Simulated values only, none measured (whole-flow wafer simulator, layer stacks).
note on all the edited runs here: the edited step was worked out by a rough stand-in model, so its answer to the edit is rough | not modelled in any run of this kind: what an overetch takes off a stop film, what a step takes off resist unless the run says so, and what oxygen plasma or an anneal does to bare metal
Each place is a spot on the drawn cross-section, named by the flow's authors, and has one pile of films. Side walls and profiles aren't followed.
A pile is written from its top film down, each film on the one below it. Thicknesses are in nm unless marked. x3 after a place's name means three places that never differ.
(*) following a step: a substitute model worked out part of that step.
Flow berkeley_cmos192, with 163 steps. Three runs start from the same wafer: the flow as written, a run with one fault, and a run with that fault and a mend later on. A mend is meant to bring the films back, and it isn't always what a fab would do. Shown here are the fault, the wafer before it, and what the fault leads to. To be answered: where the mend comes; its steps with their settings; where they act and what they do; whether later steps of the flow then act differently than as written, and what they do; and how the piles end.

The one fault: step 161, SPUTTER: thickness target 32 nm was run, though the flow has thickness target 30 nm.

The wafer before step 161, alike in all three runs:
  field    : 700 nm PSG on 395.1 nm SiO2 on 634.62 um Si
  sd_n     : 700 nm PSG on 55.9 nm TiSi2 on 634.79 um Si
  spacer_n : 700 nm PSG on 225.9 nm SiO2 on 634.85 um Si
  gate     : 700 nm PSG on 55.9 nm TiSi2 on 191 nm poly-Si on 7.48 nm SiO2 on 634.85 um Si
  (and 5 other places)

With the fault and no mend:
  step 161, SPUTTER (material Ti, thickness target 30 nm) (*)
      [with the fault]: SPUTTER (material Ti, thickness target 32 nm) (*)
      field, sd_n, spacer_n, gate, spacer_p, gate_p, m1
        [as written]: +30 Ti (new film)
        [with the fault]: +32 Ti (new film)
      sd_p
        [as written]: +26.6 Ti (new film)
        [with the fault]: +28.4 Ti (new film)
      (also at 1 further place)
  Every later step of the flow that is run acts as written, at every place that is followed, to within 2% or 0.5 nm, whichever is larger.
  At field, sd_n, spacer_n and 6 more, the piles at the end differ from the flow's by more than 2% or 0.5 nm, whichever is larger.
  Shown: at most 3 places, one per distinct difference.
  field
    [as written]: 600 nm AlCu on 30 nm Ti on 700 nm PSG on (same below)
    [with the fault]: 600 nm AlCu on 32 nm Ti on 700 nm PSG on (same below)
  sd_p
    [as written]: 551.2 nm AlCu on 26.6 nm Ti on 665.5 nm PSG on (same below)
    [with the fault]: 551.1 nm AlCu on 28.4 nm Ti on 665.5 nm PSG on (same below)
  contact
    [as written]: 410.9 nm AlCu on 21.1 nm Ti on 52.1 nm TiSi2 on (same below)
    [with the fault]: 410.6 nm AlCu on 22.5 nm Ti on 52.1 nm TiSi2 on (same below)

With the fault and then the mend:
  The mend follows step 161.
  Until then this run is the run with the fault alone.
  step 161a, ETCH (chemistry piranha, etches Ti, 120 C, 55 s) (the flow's step 148, run once more with other settings)
      field, sd_n, spacer_n, gate, spacer_p, gate_p, m1
        -32 Ti (all of it)
      sd_p
        -28.4 Ti (all of it)
      contact
        -22.5 Ti (all of it), -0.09 TiSi2
  step 161b, SPUTTER (material Ti, thickness target 30 nm) (*) (the flow's step 161, run once more)
      field, sd_n, spacer_n, gate, spacer_p, gate_p, m1
        +30 Ti (new film)
      sd_p
        +26.6 Ti (new film)
      contact
        +21.1 Ti (new film)
  Every later step of the flow that is run acts as written at every place that is followed.
  The piles end only slightly different from the flow's at the places that both follow, by no more than 2% or 0.5 nm, whichever is larger.
